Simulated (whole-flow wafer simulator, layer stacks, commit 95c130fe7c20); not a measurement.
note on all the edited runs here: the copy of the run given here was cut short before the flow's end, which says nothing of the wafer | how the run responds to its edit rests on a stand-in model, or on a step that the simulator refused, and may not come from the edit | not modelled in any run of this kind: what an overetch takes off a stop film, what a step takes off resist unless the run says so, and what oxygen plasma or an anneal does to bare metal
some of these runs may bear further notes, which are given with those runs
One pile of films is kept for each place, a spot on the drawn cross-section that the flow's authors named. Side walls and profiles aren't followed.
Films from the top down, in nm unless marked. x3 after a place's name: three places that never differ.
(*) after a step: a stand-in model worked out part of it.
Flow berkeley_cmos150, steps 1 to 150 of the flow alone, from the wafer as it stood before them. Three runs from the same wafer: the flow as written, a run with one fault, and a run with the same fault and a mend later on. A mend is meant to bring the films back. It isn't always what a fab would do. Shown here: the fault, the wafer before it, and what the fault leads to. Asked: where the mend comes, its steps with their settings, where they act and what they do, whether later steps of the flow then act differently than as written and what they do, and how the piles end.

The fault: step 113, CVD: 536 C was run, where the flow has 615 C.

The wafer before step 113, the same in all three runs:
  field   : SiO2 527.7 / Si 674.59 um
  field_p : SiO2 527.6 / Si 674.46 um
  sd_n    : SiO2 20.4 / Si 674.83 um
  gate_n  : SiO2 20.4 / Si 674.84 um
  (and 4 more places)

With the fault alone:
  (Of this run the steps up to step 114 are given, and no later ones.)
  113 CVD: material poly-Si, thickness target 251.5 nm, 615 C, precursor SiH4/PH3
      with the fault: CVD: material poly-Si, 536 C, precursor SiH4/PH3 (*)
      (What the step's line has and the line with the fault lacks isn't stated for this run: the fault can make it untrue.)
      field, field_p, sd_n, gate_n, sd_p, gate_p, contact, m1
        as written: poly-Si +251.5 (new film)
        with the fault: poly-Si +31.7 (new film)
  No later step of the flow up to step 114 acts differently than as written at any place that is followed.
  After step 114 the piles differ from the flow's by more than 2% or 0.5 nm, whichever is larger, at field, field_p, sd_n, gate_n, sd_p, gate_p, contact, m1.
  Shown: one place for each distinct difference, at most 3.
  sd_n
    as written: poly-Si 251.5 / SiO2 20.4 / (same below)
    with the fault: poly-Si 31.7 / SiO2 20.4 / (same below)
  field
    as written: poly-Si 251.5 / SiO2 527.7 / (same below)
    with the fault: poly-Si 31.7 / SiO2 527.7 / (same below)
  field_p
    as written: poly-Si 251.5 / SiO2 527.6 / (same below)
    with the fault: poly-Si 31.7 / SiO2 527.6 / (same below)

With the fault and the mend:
  The mend comes after step 113.
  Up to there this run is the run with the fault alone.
  113a CVD: material poly-Si, thickness target 219.8 nm, 615 C, precursor SiH4/PH3 (*) (the flow's step 113 once more, with other settings)
      field, field_p, sd_n, gate_n, sd_p, gate_p, contact, m1
        poly-Si +219.8
  No later step of the flow acts differently than as written, at any place that is followed, by more than 2% or 0.5 nm, whichever is larger.
  At the end the piles differ from the flow's only slightly at the places that both follow, by at most 2% or 0.5 nm, whichever is larger.
